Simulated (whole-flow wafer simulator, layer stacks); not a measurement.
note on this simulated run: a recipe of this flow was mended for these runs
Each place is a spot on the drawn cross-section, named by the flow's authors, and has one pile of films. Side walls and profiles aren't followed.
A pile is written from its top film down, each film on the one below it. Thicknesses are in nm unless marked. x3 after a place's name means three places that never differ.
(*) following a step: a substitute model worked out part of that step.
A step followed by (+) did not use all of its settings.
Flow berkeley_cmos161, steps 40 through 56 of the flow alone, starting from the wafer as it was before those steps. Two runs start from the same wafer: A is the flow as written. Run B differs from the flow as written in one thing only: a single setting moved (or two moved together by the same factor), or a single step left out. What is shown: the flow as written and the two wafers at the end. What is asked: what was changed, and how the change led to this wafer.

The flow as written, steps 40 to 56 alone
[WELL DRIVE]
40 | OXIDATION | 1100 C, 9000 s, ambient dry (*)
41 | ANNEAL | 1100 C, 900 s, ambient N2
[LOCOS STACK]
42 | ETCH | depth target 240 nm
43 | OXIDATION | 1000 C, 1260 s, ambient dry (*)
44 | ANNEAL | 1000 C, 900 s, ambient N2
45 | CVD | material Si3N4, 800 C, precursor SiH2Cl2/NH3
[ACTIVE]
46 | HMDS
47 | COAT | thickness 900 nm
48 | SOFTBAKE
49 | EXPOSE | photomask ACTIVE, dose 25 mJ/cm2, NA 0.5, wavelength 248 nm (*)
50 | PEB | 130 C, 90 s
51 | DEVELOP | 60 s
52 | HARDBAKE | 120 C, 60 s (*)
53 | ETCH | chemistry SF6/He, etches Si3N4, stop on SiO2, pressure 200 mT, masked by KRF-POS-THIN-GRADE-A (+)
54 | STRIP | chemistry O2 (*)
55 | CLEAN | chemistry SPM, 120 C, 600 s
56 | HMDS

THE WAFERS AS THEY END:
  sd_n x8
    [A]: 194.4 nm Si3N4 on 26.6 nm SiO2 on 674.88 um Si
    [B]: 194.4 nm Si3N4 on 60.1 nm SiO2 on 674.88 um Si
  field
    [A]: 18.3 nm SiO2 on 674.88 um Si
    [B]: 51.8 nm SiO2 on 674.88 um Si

What caused this: step 42, ETCH: depth target 154 nm was run, whereas the flow has depth target 240 nm.

The path from the change to this, step by step:
  42 | ETCH | depth target 240 nm
      field, sd_n x8: A SiO2 loses 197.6 (all of it) | B SiO2 loses 154
  43 | OXIDATION | 1000 C, 1260 s, ambient dry (*)
      field, sd_n x8: A SiO2 gains 26.6 (new film), Si loses 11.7 | B SiO2 gains 16.4, Si loses 7.23
